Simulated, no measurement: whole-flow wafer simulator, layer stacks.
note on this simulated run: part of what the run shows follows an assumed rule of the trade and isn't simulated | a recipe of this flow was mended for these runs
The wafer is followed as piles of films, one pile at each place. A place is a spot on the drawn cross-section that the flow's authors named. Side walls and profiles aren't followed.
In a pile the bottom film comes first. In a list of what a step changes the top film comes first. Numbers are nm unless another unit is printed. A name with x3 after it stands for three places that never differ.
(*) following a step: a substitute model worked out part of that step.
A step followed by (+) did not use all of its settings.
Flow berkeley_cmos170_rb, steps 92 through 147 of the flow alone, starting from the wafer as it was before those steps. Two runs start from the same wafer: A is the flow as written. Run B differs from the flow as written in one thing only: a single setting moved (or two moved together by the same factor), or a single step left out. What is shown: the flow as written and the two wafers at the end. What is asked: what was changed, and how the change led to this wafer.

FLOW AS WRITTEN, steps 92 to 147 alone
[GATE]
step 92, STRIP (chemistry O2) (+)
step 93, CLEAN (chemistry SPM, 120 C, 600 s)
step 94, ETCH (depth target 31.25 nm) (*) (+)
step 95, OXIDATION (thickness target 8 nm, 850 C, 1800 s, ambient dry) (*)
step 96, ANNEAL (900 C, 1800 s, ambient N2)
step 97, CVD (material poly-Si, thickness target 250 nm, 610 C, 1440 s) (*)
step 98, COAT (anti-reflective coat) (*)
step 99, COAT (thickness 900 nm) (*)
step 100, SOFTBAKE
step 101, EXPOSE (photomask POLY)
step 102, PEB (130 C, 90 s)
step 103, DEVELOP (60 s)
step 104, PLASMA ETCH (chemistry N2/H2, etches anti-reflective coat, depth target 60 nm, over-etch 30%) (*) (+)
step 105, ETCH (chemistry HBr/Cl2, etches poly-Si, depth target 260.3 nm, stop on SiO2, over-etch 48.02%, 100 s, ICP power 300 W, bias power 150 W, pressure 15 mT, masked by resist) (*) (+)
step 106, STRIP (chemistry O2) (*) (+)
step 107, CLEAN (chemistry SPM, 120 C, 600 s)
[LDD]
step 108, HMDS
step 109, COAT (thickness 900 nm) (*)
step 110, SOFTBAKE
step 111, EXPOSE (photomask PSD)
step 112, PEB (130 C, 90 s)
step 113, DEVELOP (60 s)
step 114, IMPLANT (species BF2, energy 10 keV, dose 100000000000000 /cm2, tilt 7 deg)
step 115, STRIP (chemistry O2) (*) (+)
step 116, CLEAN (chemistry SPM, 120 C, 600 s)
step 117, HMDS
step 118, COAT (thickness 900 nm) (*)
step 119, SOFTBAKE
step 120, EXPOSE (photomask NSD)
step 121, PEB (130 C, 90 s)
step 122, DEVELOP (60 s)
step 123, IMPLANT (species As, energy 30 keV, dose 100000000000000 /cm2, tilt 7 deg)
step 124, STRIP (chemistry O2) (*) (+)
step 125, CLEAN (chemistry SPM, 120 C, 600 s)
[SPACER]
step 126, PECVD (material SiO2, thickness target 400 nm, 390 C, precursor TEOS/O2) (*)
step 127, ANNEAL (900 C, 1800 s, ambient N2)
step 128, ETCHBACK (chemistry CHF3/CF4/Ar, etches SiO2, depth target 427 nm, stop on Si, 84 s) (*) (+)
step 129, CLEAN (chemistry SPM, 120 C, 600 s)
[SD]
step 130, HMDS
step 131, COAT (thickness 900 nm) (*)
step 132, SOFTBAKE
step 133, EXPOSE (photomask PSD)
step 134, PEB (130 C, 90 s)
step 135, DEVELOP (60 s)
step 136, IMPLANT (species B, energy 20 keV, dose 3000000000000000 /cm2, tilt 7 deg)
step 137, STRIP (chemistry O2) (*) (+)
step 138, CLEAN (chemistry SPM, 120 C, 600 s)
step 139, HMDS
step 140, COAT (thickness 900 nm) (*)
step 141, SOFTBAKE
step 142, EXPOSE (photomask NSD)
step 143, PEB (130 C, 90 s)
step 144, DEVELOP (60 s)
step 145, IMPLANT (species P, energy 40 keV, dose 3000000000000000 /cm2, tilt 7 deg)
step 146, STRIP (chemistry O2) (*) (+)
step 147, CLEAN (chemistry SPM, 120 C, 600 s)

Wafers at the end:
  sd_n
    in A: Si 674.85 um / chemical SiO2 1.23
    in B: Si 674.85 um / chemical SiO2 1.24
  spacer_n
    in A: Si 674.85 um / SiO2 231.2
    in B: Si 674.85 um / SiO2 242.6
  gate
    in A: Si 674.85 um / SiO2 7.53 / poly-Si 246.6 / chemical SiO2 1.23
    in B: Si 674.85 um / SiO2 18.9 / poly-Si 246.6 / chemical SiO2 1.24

Cause: step 94, ETCH: depth target 31.25 nm (*) (+), was skipped.

Step by step, how the change led to this:
  step 95, OXIDATION (thickness target 8 nm, 850 C, 1800 s, ambient dry) (*)
      sd_n, spacer_n, gate, sd_p, spacer_p, gate_p, contact, m1: A SiO2 gains 7.53 (new film), Si loses 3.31 | B SiO2 gains 3.88, Si loses 1.71
  step 98, COAT (anti-reflective coat) (*)
      spacer_n, spacer_p: A anti-reflective coat gains 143 (new film) | B anti-reflective coat gains 147.6 (new film)
      sd_n: A anti-reflective coat gains 154.3 (new film) | B anti-reflective coat gains 167.3 (new film)
      (also at 3 further places)
  step 104, PLASMA ETCH (chemistry N2/H2, etches anti-reflective coat, depth target 60 nm, over-etch 30%) (*) (+)
      spacer_n, spacer_p: A anti-reflective coat loses 143 (all of it), poly-Si loses 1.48 | B anti-reflective coat loses 147.6 (all of it), poly-Si loses 1.79
      gate, gate_p: A KrF-resist loses 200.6 | B KrF-resist loses 217.4
      (also at 4 further places)
  step 128, ETCHBACK (chemistry CHF3/CF4/Ar, etches SiO2, depth target 427 nm, stop on Si, 84 s) (*) (+)
      sd_n: A SiO2 loses 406 (all of it), Si loses 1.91 | B SiO2 loses 417.4 (all of it), Si loses 0.87
      sd_p: A SiO2 loses 391.2 (all of it), Si loses 3.26 | B SiO2 loses 400.8 (all of it), Si loses 2.38
      (also at 2 further places)
